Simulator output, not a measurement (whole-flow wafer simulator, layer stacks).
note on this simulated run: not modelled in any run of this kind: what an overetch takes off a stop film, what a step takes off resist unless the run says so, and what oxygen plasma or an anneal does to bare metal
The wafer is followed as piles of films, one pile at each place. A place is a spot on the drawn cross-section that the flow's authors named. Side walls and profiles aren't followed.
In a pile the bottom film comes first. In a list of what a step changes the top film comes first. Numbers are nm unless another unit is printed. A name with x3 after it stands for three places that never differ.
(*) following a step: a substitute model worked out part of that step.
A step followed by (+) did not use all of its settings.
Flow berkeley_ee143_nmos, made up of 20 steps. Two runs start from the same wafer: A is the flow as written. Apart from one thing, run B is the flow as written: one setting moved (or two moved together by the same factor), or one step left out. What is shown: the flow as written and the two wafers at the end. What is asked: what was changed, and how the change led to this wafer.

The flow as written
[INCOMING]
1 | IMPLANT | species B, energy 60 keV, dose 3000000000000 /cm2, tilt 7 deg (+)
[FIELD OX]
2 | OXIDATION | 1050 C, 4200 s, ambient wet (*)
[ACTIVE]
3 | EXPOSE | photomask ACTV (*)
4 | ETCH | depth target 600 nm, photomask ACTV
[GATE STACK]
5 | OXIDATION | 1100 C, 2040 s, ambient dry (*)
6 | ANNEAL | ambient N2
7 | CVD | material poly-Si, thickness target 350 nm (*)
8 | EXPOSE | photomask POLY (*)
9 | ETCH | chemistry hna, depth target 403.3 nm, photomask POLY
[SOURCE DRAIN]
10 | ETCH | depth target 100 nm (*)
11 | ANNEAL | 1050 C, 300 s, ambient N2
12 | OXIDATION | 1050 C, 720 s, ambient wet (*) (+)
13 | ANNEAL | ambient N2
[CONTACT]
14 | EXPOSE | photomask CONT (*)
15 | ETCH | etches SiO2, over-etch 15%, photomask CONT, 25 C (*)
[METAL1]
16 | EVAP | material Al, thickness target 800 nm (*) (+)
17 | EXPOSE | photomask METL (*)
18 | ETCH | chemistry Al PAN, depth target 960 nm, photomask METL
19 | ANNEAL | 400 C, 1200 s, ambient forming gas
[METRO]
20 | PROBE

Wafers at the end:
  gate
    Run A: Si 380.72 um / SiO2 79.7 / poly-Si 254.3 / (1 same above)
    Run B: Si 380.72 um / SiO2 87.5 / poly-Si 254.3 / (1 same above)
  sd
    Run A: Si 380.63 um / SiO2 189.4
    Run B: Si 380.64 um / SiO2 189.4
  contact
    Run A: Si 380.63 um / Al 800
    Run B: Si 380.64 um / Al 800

Cause: step 4, ETCH: depth target 539 nm was run, while the flow as written has depth target 600 nm.

The path from the change to this, step by step:
  4 | ETCH | depth target 600 nm, photomask ACTV
      gate, sd, contact: A -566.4 SiO2 (all of it) | B -539 SiO2
  5 | OXIDATION | 1100 C, 2040 s, ambient dry (*)
      gate, sd, contact: A +79.7 SiO2 (new film), -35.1 Si | B +60.2 SiO2, -26.5 Si
  10 | ETCH | depth target 100 nm (*)
      sd, contact: A -79.7 SiO2 (all of it) | B -87.5 SiO2 (all of it)
